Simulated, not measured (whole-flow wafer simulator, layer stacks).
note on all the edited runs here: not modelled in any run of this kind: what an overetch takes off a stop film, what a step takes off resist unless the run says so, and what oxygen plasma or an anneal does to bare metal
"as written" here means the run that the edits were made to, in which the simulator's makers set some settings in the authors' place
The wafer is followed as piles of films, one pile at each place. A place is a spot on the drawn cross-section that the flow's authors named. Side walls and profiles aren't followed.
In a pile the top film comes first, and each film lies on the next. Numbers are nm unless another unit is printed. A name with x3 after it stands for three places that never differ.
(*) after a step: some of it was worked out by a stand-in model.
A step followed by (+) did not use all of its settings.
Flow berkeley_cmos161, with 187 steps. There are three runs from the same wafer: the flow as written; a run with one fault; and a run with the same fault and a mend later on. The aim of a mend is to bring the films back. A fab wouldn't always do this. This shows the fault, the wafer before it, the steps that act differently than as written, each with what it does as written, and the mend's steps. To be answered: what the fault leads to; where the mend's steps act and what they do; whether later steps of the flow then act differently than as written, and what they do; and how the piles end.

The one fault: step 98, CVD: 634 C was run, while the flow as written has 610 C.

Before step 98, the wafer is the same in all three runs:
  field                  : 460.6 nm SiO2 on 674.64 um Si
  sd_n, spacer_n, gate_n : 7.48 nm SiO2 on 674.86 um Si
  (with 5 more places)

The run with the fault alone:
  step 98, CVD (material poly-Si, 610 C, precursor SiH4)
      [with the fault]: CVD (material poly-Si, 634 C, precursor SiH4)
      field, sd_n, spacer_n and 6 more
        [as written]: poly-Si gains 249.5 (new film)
        [with the fault]: poly-Si gains 383.5 (new film)
  Steps further on in the flow that do not act as written (not shown: 14 more steps that differ only slightly, by at most 2% or 0.5 nm, whichever is larger):
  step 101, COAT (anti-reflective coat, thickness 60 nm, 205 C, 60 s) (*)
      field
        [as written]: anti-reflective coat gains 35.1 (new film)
        [with the fault]: anti-reflective coat gains 36.6 (new film)
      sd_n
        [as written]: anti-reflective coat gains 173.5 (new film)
        [with the fault]: anti-reflective coat gains 182.1 (new film)
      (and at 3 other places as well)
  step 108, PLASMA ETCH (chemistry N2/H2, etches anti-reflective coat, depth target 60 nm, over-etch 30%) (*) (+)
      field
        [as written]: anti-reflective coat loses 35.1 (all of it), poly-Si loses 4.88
        [with the fault]: anti-reflective coat loses 36.6 (all of it), poly-Si loses 5.13
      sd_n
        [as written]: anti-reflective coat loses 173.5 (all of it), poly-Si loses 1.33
        [with the fault]: anti-reflective coat loses 182.1 (all of it), poly-Si loses 1.4
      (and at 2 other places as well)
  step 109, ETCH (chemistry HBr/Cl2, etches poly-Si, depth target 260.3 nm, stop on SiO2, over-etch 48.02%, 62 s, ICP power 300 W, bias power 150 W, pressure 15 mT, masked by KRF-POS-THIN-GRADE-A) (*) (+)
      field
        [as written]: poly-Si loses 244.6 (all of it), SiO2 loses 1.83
        [with the fault]: poly-Si loses 378.3 (all of it)
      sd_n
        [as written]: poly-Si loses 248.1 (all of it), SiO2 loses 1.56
        [with the fault]: poly-Si loses 382.1 (all of it), SiO2 loses 0.02
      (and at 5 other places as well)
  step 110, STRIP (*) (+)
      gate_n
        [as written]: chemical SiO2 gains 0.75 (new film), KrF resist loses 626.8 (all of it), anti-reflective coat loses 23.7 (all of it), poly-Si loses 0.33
        [with the fault]: chemical SiO2 gains 0.75 (new film), KrF resist loses 630.4 (all of it), anti-reflective coat loses 23.1 (all of it), poly-Si loses 0.33
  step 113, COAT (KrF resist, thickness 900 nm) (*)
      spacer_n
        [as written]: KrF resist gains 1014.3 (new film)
        [with the fault]: KrF resist gains 1036.6 (new film)
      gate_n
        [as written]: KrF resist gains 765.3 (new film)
        [with the fault]: KrF resist gains 657.8 (new film)
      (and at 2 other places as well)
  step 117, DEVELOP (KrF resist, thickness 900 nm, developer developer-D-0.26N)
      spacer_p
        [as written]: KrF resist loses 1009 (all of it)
        [with the fault]: KrF resist loses 1031.4 (all of it)
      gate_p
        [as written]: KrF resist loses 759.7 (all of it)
        [with the fault]: KrF resist loses 652.6 (all of it)
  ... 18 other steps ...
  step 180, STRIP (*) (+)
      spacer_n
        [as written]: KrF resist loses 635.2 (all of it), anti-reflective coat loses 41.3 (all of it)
        [with the fault]: KrF resist loses 539.9 (all of it), anti-reflective coat loses 36 (all of it)
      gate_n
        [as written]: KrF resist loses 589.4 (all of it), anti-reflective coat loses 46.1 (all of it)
        [with the fault]: KrF resist loses 505.8 (all of it), anti-reflective coat loses 31.7 (all of it)
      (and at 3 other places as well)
  At spacer_n, gate_n, spacer_p, gate_p, the piles at the end differ from the flow's by more than 2% or 0.5 nm, whichever is larger.
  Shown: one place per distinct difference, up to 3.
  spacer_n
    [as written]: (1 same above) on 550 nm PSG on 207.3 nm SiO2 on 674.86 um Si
    [with the fault]: (1 same above) on 550 nm PSG on 341.2 nm SiO2 on 674.86 um Si
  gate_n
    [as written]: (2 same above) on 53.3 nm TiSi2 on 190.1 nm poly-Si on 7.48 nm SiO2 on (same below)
    [with the fault]: (2 same above) on 53.3 nm TiSi2 on 324.1 nm poly-Si on 7.48 nm SiO2 on (same below)

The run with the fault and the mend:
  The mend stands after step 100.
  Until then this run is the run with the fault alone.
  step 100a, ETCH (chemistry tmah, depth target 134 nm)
      field, sd_n, spacer_n and 6 more
        poly-Si loses 134
  None of the later steps of the flow differs from how it acts as written, at any place that is followed, by more than 2% or 0.5 nm, whichever is larger.
  The piles end only slightly different from the flow's at the places that both follow, by no more than 2% or 0.5 nm, whichever is larger.
